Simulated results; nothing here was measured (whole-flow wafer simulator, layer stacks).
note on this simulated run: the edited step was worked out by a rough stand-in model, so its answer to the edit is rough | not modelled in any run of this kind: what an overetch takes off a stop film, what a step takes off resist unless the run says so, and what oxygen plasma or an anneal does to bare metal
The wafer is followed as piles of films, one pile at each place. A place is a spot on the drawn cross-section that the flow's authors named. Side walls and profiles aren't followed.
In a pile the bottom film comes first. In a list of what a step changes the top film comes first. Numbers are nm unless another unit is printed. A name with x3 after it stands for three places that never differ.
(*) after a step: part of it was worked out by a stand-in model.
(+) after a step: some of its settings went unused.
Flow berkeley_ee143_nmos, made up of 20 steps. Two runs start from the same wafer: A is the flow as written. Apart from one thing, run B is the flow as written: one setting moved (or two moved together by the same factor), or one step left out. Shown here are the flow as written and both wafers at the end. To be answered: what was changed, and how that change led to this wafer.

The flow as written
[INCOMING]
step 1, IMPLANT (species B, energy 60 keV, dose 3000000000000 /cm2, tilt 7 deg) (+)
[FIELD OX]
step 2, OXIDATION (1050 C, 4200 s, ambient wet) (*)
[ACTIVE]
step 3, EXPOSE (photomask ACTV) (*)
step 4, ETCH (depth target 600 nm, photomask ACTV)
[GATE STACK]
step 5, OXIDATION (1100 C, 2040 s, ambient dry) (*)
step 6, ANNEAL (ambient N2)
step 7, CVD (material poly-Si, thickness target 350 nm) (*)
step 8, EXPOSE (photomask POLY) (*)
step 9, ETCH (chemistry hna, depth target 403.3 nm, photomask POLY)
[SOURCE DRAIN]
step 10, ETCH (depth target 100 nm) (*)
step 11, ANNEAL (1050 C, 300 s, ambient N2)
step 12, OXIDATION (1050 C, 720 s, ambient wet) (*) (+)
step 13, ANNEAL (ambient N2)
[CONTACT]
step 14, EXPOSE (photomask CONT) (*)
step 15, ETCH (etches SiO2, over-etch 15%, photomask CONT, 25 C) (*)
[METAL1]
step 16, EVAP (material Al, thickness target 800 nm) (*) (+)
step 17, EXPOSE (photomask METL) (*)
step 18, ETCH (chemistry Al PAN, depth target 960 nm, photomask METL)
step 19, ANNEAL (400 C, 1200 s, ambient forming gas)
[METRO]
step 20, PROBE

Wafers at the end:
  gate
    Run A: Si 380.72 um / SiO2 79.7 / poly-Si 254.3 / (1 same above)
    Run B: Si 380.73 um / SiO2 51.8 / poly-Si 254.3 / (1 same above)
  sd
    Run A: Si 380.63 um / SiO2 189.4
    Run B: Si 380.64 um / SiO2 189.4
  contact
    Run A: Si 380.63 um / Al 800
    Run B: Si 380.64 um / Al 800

The reason: step 5, OXIDATION: 1045 C was run, though the flow has 1100 C.

Step by step, how the change led to this:
  step 5, OXIDATION (1100 C, 2040 s, ambient dry) (*)
      gate, sd, contact: A +79.7 SiO2 (new film), -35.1 Si | B +51.8 SiO2 (new film), -22.8 Si
      field: A +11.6 SiO2, -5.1 Si | B +6.84 SiO2, -3.01 Si
  step 10, ETCH (depth target 100 nm) (*)
      sd, contact: A -79.7 SiO2 (all of it) | B -51.8 SiO2 (all of it)
